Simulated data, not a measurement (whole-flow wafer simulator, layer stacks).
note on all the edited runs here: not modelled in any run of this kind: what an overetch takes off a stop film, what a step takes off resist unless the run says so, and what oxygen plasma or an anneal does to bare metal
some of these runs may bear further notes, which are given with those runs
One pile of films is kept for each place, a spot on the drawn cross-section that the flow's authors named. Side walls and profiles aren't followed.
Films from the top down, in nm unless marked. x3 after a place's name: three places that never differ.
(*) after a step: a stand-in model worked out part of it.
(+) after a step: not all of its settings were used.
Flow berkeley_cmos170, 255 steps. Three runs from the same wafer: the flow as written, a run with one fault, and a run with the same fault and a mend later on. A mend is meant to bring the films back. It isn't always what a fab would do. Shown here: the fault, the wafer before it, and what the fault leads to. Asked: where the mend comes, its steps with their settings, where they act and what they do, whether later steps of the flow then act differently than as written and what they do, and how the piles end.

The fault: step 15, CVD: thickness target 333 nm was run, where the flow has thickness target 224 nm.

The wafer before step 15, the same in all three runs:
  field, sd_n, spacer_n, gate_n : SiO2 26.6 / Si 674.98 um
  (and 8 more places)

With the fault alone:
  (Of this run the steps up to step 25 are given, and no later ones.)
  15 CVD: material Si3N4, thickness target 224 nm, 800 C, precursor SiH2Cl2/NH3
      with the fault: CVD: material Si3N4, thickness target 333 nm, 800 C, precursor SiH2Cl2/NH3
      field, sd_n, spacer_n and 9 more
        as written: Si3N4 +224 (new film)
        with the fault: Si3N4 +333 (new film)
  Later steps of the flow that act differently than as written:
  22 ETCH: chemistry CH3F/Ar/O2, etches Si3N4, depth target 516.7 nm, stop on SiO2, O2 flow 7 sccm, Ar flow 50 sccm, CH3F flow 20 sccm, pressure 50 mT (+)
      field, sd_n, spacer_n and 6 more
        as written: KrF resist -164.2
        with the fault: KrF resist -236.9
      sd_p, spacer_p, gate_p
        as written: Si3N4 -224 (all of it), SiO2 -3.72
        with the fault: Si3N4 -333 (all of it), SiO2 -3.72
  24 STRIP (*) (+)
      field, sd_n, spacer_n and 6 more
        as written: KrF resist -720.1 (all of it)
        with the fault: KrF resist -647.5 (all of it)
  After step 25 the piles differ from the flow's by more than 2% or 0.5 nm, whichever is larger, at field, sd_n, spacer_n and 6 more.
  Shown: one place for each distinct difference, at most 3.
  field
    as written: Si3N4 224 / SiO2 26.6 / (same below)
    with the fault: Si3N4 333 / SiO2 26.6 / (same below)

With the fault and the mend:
  The mend comes after step 15.
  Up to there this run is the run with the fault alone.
  15a ETCH: chemistry h3po4, depth target 109 nm
      field, sd_n, spacer_n and 9 more
        Si3N4 -109
  No later step of the flow acts differently than as written at any place that is followed.
  At the end the piles are the same as the flow's at every place that both follow.
